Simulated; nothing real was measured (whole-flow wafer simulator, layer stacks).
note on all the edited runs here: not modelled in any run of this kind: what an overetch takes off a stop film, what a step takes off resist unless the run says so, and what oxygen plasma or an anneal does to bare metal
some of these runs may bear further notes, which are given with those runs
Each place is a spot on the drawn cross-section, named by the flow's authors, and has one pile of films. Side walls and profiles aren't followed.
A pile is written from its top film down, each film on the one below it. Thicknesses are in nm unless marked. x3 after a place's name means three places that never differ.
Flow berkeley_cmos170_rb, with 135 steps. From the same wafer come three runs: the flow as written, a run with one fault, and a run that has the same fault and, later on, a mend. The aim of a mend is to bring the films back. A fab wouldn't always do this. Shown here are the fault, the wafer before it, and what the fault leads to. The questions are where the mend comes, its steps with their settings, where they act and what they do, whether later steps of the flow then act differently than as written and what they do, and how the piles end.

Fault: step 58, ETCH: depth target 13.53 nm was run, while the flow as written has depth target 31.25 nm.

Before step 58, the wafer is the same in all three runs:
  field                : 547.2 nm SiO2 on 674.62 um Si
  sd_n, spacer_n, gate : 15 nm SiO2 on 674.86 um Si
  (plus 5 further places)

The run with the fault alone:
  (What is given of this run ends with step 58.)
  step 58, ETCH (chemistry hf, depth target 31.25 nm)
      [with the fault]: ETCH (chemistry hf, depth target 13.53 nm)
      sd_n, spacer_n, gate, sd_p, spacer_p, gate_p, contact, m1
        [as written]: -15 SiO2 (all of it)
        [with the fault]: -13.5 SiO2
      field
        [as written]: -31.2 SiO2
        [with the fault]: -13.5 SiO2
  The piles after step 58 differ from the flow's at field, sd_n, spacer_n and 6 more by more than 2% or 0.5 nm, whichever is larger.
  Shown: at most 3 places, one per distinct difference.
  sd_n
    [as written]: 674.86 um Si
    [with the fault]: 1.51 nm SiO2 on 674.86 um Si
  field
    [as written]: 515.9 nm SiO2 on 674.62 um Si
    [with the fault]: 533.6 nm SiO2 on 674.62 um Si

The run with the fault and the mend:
  The mend stands after step 58.
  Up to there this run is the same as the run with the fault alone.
  step 58a, ETCH (chemistry hf, depth target 17.72 nm) (the flow's step 58, run once more with other settings)
      sd_n, spacer_n, gate, sd_p, spacer_p, gate_p, contact, m1
        -1.51 SiO2 (all of it)
      field
        -17.7 SiO2
  Later steps of the flow that are run all act as written at every place that is followed, up to a difference of at most 2% or 0.5 nm, whichever is larger.
  By the end, the piles equal the flow's at every place that both follow.
